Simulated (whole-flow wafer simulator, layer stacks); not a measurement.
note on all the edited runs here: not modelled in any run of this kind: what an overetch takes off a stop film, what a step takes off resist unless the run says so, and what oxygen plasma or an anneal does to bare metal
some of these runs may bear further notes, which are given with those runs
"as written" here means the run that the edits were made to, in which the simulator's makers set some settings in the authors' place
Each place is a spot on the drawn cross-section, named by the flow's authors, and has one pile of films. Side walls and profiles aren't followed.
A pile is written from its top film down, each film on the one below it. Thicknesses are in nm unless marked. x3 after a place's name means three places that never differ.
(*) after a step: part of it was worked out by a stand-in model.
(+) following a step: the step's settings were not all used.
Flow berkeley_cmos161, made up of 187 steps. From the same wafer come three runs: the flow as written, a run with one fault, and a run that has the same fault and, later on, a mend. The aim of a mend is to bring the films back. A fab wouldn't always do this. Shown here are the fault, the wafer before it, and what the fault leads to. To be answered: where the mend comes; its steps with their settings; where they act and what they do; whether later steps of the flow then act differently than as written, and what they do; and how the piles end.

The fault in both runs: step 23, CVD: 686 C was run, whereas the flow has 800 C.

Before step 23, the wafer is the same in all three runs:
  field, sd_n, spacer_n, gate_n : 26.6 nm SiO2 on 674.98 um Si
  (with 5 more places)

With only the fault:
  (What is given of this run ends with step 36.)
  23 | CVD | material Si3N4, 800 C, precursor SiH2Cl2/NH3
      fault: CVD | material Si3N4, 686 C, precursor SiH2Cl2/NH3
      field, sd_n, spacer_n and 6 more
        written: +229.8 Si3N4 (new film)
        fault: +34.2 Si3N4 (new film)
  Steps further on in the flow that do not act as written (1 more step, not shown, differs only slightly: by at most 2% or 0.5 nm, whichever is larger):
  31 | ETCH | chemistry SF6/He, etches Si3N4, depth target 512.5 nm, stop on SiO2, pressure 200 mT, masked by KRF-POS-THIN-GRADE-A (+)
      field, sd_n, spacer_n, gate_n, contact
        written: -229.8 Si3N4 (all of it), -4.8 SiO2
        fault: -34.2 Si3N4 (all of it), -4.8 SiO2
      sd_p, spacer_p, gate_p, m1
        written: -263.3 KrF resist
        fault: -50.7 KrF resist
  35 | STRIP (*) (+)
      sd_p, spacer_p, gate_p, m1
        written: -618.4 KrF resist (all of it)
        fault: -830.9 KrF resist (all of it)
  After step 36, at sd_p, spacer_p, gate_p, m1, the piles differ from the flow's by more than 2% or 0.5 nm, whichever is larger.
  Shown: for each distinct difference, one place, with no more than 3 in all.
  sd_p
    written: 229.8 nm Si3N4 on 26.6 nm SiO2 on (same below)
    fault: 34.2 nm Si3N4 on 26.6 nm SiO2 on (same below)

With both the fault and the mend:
  After step 30 comes the mend.
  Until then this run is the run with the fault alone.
  30a | STRIP (*) (+)
      sd_p, spacer_p, gate_p, m1
        -882 KrF resist (all of it)
  30b | CLEAN | chemistry SPM (the flow's step 16 again)
      alters no film at any place that is followed
  30c | CVD | material Si3N4, 800 C, precursor SiH2Cl2/NH3 (the flow's step 23 again, with other settings that aren't printed)
      field, sd_n, spacer_n and 6 more
        +195.6 Si3N4
  30d | HMDS (the flow's step 24 again)
      alters no film at any place that is followed
  30e | COAT | KrF resist, thickness 900 nm (the flow's step 25 again)
      field, sd_n, spacer_n and 6 more
        +900 KrF resist (new film)
  30f | SOFTBAKE | KrF resist (the flow's step 26 again)
      alters no film at any place that is followed
  30g | EXPOSE | photomask PWELL, dose 20 mJ/cm2, NA 0.5, wavelength 248 nm (*) (the flow's step 27 again)
      alters no film at any place that is followed
  30h | PEB | KrF resist, 130 C (the flow's step 28 again)
      field, sd_n, spacer_n and 6 more
        -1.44 KrF resist
  30i | DEVELOP | KrF resist, thickness 900 nm, developer developer-D-0.26N (the flow's step 29 again)
      field, sd_n, spacer_n, gate_n, contact
        -898.6 KrF resist (all of it)
      sd_p, spacer_p, gate_p, m1
        -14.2 KrF resist
  30j | HARDBAKE | 120 C, 5400 s (the flow's step 30 again)
      sd_p, spacer_p, gate_p, m1
        -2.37 KrF resist
  None of the later steps of the flow acts differently than as written at any place that is followed.
  At every place that both follow, the piles at the end match the flow's.
